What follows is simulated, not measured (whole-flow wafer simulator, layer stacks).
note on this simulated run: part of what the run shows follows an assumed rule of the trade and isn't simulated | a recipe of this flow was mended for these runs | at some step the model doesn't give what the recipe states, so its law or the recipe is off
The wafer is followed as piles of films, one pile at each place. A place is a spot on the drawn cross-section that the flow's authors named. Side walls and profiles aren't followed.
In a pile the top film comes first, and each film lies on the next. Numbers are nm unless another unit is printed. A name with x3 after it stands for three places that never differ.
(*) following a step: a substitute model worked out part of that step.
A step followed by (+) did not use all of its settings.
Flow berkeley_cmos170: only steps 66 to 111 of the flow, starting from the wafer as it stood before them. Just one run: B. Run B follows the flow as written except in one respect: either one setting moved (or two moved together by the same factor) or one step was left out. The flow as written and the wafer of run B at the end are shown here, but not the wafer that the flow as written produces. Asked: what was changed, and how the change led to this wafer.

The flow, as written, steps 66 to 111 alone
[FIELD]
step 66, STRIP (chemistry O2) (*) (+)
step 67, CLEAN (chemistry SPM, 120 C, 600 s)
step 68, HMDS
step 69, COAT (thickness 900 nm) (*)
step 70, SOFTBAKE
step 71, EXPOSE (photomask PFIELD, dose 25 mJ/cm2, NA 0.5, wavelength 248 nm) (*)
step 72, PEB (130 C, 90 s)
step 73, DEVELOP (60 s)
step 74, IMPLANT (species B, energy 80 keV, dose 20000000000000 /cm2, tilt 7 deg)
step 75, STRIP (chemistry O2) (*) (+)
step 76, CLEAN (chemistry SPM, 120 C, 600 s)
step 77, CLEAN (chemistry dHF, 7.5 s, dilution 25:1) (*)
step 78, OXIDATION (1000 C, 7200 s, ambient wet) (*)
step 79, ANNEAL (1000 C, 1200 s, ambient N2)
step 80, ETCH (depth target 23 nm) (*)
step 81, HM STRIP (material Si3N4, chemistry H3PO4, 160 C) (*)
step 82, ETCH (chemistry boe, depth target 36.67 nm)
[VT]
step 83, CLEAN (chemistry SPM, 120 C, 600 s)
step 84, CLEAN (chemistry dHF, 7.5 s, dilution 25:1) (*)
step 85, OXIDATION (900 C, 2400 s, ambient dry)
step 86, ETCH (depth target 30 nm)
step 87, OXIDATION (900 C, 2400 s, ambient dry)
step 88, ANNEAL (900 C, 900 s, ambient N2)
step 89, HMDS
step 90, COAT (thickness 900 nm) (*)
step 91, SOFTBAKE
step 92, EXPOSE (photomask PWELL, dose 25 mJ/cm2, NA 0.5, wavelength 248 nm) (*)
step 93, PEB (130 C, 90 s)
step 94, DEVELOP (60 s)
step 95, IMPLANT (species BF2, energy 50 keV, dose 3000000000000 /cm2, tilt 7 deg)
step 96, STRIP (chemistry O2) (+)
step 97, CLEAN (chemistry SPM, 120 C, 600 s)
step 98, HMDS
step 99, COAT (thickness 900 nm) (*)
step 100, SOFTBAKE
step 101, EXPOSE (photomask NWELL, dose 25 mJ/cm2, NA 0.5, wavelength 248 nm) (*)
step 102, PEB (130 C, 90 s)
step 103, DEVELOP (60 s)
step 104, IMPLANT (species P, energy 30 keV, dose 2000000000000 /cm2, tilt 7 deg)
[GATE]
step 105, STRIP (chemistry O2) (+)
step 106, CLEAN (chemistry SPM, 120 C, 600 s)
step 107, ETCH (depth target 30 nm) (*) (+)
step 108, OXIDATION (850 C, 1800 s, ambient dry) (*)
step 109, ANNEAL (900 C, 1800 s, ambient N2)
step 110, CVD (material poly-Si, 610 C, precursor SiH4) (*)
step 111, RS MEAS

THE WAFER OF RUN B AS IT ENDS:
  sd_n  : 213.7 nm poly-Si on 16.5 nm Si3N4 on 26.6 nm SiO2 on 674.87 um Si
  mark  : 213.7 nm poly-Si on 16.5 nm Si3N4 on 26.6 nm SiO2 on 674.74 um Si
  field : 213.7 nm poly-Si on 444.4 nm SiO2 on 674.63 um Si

Cause: step 81, HM STRIP: 130 C was run, though the flow has 160 C.

How this came from the change, step by step:
  step 81, HM STRIP (material Si3N4, chemistry H3PO4, 160 C) (*)
      mark, sd_n, spacer_n and 9 more: -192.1 Si3N4 (in the flow as written it would be: -212.2 Si3N4 (all of it), -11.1 SiO2)
      field: -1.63 SiO2 (in the flow as written it would be: -17.7 SiO2)
  step 82, ETCH (chemistry boe, depth target 36.67 nm)
      mark, sd_n, spacer_n and 9 more: -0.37 Si3N4 (in the flow as written it would be: -15.5 SiO2 (all of it))
  step 83, CLEAN (chemistry SPM, 120 C, 600 s)
      mark, sd_n, spacer_n and 9 more: nothing (in the flow as written it would be: +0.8 chemical SiO2 (new film), -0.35 Si)
  step 84, CLEAN (chemistry dHF, 7.5 s, dilution 25:1) (*)
      mark, sd_n, spacer_n and 9 more: -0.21 Si3N4 (in the flow as written it would be: -0.8 chemical SiO2 (all of it))
  step 85, OXIDATION (900 C, 2400 s, ambient dry)
      mark, sd_n, spacer_n and 9 more: nothing (in the flow as written it would be: +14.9 SiO2 (new film), -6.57 Si)
  step 86, ETCH (depth target 30 nm)
      mark, sd_n, spacer_n and 9 more: -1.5 Si3N4 (in the flow as written it would be: -14.9 SiO2 (all of it))
  step 87, OXIDATION (900 C, 2400 s, ambient dry)
      mark, sd_n, spacer_n and 9 more: nothing (in the flow as written it would be: +14.9 SiO2 (new film), -6.57 Si)
  step 107, ETCH (depth target 30 nm) (*) (+)
      mark, sd_n, spacer_n and 9 more: -1.5 Si3N4 (in the flow as written it would be: -14.9 SiO2 (all of it))
  step 108, OXIDATION (850 C, 1800 s, ambient dry) (*)
      mark, sd_n, spacer_n and 9 more: nothing (in the flow as written it would be: +7.48 SiO2 (new film), -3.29 Si)
